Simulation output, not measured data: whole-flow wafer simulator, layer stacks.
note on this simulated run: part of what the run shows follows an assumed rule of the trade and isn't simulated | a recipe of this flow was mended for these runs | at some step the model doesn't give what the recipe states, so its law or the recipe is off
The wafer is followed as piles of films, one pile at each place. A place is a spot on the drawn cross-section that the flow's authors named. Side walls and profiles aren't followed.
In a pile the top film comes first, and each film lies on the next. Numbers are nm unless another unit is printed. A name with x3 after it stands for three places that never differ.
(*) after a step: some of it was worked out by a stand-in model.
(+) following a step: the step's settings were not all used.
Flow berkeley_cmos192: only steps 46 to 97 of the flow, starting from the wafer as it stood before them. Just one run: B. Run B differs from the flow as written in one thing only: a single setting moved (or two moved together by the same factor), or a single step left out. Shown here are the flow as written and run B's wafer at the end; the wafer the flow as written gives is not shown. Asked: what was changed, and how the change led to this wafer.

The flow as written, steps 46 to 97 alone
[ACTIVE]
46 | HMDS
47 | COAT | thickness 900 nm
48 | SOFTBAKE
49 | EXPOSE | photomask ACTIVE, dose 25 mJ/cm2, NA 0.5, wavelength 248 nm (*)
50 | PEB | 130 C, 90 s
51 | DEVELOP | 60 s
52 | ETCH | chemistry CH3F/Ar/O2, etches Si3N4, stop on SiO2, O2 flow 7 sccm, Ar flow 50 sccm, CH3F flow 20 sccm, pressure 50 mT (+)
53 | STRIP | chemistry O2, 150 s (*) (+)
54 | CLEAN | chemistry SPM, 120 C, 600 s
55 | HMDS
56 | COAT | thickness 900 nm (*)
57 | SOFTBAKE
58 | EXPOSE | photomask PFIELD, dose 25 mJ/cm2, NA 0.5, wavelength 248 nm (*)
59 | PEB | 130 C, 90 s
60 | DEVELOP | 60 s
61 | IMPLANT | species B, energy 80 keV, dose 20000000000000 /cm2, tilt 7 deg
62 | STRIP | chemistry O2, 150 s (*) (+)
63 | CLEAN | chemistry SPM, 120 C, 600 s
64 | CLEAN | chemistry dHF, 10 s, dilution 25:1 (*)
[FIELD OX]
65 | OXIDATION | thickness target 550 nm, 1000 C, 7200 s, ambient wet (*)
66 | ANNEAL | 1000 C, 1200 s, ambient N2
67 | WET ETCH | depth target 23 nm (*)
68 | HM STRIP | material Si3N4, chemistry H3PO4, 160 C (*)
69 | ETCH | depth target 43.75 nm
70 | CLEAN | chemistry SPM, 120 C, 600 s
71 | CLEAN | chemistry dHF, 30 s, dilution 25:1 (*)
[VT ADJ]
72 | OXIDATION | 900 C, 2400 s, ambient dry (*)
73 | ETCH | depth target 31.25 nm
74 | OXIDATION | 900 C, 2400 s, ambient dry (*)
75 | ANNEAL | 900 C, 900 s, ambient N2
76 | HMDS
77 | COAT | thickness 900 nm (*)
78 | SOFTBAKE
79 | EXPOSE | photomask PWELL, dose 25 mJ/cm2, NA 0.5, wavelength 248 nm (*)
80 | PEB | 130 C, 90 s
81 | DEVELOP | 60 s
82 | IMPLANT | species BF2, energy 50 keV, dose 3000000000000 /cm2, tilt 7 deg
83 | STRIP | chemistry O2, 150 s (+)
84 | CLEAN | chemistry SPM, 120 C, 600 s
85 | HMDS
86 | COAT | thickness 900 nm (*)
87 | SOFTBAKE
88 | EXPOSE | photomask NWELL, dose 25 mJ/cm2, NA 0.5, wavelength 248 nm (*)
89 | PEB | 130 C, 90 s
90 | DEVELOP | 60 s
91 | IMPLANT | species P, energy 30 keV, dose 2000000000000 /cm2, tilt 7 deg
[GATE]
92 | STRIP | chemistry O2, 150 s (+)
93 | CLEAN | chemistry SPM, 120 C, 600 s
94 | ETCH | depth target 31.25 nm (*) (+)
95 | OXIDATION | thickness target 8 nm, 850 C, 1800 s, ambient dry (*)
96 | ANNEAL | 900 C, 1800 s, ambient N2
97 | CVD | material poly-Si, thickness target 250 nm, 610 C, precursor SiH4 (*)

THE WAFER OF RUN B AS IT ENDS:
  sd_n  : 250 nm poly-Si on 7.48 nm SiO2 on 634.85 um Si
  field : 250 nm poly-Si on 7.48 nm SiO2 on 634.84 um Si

What caused this: step 65, OXIDATION: thickness target 550 nm, 1000 C, 7200 s, ambient wet (*), was omitted.

How this came from the change, step by step:
  67 | WET ETCH | depth target 23 nm (*)
      sd_n, spacer_n, gate, sd_p, spacer_p, gate_p, contact, m1: -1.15 Si3N4 (in the flow as written it would be: -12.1 SiO2 (all of it), -0.54 Si3N4)
      field: -20.9 SiO2 (all of it) (in the flow as written it would be: -23 SiO2)
  68 | HM STRIP | material Si3N4, chemistry H3PO4, 160 C (*)
      field: +0.5 chemical SiO2 (new film), -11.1 Si (in the flow as written it would be: -16.5 SiO2)
      sd_n, spacer_n, gate, sd_p, spacer_p, gate_p, contact, m1: -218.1 Si3N4 (all of it), -10.1 SiO2 (in the flow as written it would be: -212 Si3N4 (all of it), -9.87 SiO2)
  69 | ETCH | depth target 43.75 nm
      field: -0.5 chemical SiO2 (all of it) (in the flow as written it would be: -43.8 SiO2)
  70 | CLEAN | chemistry SPM, 120 C, 600 s
      field: +0.8 chemical SiO2 (new film), -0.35 Si (in the flow as written it would be: nothing)
  71 | CLEAN | chemistry dHF, 30 s, dilution 25:1 (*)
      field: -0.8 chemical SiO2 (all of it) (in the flow as written it would be: -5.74 SiO2)
  72 | OXIDATION | 900 C, 2400 s, ambient dry (*)
      field: +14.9 SiO2 (new film), -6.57 Si (in the flow as written it would be: +1.63 SiO2, -0.72 Si)
  73 | ETCH | depth target 31.25 nm
      field: -14.9 SiO2 (all of it) (in the flow as written it would be: -31.2 SiO2)
  74 | OXIDATION | 900 C, 2400 s, ambient dry (*)
      field: +14.9 SiO2 (new film), -6.57 Si (in the flow as written it would be: +1.72 SiO2, -0.76 Si)
  77 | COAT | thickness 900 nm (*)
      field: +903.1 KrF-resist (new film) (in the flow as written it would be: +845.8 KrF-resist (new film))
      sd_n: +894.2 KrF-resist (new film) (in the flow as written it would be: +1006.3 KrF-resist (new film))
      (also at 7 further places)
  81 | DEVELOP | 60 s
      field: -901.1 KrF-resist (all of it) (in the flow as written it would be: -844 KrF-resist (all of it))
      sd_n: -892.3 KrF-resist (all of it) (in the flow as written it would be: -1004.1 KrF-resist (all of it))
      (also at 4 further places)
  83 | STRIP | chemistry O2, 150 s (+)
      sd_p: -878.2 KrF-resist (all of it) (in the flow as written it would be: -970.8 KrF-resist (all of it))
      spacer_p: -879.1 KrF-resist (all of it) (in the flow as written it would be: -953.7 KrF-resist (all of it))
      (also at 1 further place)
  86 | COAT | thickness 900 nm (*)
      field: +903.1 KrF-resist (new film) (in the flow as written it would be: +845.8 KrF-resist (new film))
      sd_n: +894.2 KrF-resist (new film) (in the flow as written it would be: +1006.3 KrF-resist (new film))
      (also at 7 further places)
  90 | DEVELOP | 60 s
      sd_p: -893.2 KrF-resist (all of it) (in the flow as written it would be: -985.7 KrF-resist (all of it))
      spacer_p: -894 KrF-resist (all of it) (in the flow as written it would be: -968.6 KrF-resist (all of it))
      (also at 1 further place)
  92 | STRIP | chemistry O2, 150 s (+)
      field: -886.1 KrF-resist (all of it) (in the flow as written it would be: -829 KrF-resist (all of it))
      sd_n: -877.3 KrF-resist (all of it) (in the flow as written it would be: -989.1 KrF-resist (all of it))
      (also at 4 further places)
  94 | ETCH | depth target 31.25 nm (*) (+)
      field: -14.9 SiO2 (all of it) (in the flow as written it would be: -31.2 SiO2)
  95 | OXIDATION | thickness target 8 nm, 850 C, 1800 s, ambient dry (*)
      field: +7.48 SiO2 (new film), -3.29 Si (in the flow as written it would be: +0.53 SiO2, -0.23 Si)
